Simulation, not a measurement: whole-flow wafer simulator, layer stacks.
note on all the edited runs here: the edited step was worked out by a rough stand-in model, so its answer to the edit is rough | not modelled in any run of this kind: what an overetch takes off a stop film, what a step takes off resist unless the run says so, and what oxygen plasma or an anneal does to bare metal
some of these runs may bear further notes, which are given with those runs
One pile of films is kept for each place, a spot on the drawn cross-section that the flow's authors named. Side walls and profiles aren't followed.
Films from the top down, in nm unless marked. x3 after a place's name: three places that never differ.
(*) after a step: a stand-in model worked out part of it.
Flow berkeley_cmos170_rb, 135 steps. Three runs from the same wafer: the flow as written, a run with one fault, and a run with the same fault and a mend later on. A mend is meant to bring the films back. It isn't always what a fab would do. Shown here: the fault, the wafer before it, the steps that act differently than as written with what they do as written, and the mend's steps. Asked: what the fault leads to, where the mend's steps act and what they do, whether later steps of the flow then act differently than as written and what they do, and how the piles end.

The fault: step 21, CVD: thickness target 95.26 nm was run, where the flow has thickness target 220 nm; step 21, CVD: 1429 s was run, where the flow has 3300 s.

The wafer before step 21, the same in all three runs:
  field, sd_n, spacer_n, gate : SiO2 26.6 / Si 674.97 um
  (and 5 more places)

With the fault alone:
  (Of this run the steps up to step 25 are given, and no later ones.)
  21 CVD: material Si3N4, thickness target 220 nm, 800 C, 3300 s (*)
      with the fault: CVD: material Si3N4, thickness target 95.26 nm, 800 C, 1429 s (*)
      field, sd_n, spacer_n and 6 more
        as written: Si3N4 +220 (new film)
        with the fault: Si3N4 +95.3 (new film)
  No later step of the flow up to step 25 acts differently than as written at any place that is followed.
  After step 25 the piles differ from the flow's by more than 2% or 0.5 nm, whichever is larger, at field, sd_n, spacer_n and 6 more.
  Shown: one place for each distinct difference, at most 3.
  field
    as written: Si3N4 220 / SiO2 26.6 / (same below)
    with the fault: Si3N4 95.3 / SiO2 26.6 / (same below)
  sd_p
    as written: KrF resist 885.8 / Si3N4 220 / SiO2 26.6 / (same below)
    with the fault: KrF resist 885.8 / Si3N4 95.3 / SiO2 26.6 / (same below)

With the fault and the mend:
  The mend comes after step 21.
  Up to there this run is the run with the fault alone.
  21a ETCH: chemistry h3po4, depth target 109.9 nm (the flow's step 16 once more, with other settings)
      field, sd_n, spacer_n and 6 more
        Si3N4 -95.3 (all of it)
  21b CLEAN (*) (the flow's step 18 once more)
      changes no film at any place that is followed
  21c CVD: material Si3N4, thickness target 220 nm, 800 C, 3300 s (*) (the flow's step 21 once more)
      field, sd_n, spacer_n and 6 more
        Si3N4 +220 (new film)
  No later step of the flow acts differently than as written at any place that is followed.
  At the end the piles are the same as the flow's at every place that both follow.
